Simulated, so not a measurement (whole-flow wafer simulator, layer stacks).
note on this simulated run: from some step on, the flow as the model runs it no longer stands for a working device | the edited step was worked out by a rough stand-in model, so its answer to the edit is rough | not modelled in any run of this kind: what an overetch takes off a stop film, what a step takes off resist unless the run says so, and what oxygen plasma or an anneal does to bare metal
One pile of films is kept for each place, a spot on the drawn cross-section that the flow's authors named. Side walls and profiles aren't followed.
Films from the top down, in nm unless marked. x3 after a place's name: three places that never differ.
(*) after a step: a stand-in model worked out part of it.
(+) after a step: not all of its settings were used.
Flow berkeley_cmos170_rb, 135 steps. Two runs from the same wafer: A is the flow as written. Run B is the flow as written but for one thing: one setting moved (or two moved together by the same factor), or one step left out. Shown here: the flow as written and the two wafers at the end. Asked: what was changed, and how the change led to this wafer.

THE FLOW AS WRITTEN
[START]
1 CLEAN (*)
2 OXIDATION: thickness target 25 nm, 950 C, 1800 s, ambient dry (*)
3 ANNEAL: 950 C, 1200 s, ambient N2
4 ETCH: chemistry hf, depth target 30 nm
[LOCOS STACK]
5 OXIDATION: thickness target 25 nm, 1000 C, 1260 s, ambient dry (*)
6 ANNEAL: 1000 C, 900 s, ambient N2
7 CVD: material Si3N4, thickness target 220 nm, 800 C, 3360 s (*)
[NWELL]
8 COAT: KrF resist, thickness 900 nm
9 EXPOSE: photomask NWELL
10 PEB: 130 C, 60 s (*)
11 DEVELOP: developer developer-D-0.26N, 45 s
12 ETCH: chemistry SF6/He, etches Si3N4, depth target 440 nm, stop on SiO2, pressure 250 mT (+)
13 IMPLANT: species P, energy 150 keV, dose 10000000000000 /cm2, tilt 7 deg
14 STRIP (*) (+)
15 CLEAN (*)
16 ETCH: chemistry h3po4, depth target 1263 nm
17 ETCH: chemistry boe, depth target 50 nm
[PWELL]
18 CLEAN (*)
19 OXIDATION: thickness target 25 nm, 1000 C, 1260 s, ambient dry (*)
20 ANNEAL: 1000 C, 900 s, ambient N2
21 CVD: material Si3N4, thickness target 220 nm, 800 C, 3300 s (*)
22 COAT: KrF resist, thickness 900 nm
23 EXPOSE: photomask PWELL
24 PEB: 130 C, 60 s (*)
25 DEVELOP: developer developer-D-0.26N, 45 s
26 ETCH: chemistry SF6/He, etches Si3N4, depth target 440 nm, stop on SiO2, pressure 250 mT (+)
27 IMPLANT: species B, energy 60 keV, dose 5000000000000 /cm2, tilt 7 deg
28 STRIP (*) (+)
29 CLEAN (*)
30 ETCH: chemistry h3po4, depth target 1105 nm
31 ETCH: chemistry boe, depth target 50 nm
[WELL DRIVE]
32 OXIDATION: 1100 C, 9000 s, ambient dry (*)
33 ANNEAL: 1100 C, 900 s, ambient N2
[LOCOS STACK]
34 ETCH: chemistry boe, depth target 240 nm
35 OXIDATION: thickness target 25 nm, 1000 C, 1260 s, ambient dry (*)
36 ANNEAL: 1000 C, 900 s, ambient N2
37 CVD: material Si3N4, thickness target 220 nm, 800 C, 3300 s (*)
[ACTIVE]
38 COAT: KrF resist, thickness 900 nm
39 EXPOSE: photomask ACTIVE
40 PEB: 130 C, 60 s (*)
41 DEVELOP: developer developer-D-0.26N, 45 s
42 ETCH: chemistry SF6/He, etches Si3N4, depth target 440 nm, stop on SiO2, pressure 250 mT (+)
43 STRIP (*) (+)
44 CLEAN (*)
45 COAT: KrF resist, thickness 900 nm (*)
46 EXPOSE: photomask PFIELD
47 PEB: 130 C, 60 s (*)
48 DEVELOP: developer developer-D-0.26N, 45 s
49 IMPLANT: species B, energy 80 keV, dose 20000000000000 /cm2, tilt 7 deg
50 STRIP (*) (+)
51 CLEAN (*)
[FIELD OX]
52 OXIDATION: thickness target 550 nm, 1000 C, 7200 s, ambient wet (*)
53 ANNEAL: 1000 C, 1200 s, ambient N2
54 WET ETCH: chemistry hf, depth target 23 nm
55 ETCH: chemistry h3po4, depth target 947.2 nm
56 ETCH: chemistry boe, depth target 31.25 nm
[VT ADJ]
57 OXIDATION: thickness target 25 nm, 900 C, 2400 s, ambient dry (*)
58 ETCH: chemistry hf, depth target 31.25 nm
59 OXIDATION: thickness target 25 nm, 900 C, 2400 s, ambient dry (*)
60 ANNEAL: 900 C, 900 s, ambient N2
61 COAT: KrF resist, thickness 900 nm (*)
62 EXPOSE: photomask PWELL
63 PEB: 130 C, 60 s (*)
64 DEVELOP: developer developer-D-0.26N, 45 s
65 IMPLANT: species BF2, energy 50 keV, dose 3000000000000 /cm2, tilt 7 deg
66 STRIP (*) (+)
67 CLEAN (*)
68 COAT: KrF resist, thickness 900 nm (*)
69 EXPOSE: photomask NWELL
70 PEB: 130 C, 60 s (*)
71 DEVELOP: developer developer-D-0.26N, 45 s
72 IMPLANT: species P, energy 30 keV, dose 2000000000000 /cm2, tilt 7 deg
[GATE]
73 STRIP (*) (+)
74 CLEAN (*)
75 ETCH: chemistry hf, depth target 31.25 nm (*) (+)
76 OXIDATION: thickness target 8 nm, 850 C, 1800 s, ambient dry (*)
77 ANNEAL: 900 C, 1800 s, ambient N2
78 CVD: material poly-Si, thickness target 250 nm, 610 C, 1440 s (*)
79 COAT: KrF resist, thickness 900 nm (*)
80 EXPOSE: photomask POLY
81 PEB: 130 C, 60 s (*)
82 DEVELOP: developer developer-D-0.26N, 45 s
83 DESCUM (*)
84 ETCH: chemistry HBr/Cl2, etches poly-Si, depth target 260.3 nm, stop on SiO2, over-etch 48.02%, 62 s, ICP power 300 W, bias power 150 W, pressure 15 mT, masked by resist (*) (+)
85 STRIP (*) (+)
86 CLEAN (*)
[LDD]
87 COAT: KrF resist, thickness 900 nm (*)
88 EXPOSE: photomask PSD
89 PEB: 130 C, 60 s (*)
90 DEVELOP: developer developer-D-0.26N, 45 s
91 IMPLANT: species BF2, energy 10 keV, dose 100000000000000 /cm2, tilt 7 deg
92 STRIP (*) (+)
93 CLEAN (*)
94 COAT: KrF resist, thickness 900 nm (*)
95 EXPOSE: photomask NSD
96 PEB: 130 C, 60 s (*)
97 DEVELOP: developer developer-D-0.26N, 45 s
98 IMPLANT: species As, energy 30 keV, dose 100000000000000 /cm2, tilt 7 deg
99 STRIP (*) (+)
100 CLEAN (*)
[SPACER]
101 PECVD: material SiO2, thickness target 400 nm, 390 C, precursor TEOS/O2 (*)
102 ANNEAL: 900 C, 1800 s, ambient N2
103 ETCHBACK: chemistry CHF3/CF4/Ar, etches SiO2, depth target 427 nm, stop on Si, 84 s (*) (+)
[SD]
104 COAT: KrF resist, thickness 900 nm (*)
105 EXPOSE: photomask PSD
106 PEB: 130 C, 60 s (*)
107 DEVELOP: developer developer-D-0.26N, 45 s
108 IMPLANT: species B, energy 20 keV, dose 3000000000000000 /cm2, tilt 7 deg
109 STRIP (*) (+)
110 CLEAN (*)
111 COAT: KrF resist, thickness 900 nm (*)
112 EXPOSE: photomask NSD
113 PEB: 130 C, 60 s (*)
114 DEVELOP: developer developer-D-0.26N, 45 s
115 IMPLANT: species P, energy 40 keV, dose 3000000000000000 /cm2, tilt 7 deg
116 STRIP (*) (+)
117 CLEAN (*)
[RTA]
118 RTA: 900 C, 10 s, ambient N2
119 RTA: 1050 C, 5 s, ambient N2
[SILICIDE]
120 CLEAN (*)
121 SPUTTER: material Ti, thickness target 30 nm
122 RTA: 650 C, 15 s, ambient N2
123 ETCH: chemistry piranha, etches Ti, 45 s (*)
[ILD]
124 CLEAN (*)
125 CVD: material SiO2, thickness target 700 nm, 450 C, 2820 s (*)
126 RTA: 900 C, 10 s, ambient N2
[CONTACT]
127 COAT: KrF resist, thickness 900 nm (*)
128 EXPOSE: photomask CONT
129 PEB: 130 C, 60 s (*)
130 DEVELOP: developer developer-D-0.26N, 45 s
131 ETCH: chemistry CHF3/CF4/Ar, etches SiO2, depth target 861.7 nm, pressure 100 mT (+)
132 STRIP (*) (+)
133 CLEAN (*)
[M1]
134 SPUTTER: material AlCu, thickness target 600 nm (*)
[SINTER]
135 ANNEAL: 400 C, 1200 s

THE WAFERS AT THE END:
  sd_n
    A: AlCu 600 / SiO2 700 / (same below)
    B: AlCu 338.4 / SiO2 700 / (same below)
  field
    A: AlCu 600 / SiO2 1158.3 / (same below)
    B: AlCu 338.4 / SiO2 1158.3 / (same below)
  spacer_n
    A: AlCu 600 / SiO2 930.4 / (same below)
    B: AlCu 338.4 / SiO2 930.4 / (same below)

The cause: step 134, SPUTTER: thickness target 338.4 nm was run, where the flow has thickness target 600 nm.
It can be read off the wafer: sd_n has AlCu 338.4, and step 134 as written asks for 600 nm.

How the change led to this, step by step:
  134 SPUTTER: material AlCu, thickness target 600 nm (*)
      field, sd_n, spacer_n, gate, spacer_p, gate_p, m1: A AlCu +600 (new film) | B AlCu +338.4 (new film)
      sd_p: A AlCu +545.9 (new film) | B AlCu +302.1 (new film)
      (and at 1 more place)
